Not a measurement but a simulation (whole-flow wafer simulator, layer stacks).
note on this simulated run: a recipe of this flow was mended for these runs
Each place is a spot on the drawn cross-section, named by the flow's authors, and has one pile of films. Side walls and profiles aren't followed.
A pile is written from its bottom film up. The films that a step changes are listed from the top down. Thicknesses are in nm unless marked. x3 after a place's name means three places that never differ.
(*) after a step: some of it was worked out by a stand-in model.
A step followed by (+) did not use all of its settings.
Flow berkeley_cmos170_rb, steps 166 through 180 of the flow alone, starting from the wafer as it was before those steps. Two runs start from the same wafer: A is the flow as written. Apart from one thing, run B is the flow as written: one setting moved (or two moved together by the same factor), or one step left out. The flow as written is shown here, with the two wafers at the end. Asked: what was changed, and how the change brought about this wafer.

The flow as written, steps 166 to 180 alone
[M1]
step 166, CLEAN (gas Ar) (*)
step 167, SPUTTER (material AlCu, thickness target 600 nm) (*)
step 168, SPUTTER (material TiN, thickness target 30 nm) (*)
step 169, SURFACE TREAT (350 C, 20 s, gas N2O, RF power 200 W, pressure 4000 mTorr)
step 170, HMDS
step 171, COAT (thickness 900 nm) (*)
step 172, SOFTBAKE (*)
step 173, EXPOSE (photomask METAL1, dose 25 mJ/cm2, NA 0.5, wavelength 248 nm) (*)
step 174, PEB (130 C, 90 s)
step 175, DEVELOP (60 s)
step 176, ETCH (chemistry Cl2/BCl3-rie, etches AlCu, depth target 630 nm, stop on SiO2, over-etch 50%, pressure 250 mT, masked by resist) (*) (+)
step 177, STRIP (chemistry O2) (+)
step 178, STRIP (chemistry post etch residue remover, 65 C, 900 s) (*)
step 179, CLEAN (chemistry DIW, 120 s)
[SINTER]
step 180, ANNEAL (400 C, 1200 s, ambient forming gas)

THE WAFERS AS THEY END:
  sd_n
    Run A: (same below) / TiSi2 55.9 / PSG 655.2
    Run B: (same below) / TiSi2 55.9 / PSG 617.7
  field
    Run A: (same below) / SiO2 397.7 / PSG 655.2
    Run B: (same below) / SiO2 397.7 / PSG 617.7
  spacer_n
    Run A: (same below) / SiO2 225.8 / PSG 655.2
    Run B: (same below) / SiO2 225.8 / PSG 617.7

What caused this: step 167, SPUTTER: thickness target 300 nm was run, whereas the flow has thickness target 600 nm.

The path from the change to this, step by step:
  step 167, SPUTTER (material AlCu, thickness target 600 nm) (*)
      field, sd_n, spacer_n, gate, spacer_p, gate_p, m1: A +600 AlCu (new film) | B +300 AlCu (new film)
      sd_p: A +549.6 AlCu (new film) | B +268.9 AlCu (new film)
      (also at 1 further place)
  step 168, SPUTTER (material TiN, thickness target 30 nm) (*)
      contact: A +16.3 TiN (new film) | B +19 TiN (new film)
  step 171, COAT (thickness 900 nm) (*)
      contact: A +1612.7 KrF-resist (new film) | B +1519 KrF-resist (new film)
  step 176, ETCH (chemistry Cl2/BCl3-rie, etches AlCu, depth target 630 nm, stop on SiO2, over-etch 50%, pressure 250 mT, masked by resist) (*) (+)
      field, sd_n, spacer_n, gate, spacer_p, gate_p: A -30 TiN (all of it), -600 AlCu (all of it), -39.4 PSG | B -30 TiN (all of it), -300 AlCu (all of it), -76.9 PSG
      sd_p: A -25.8 TiN (all of it), -549.6 AlCu (all of it), -46.2 PSG | B -26.2 TiN (all of it), -268.9 AlCu (all of it), -81.2 PSG
  step 177, STRIP (chemistry O2) (+)
      contact: A -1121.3 KrF-resist (all of it) | B -1027.9 KrF-resist (all of it)
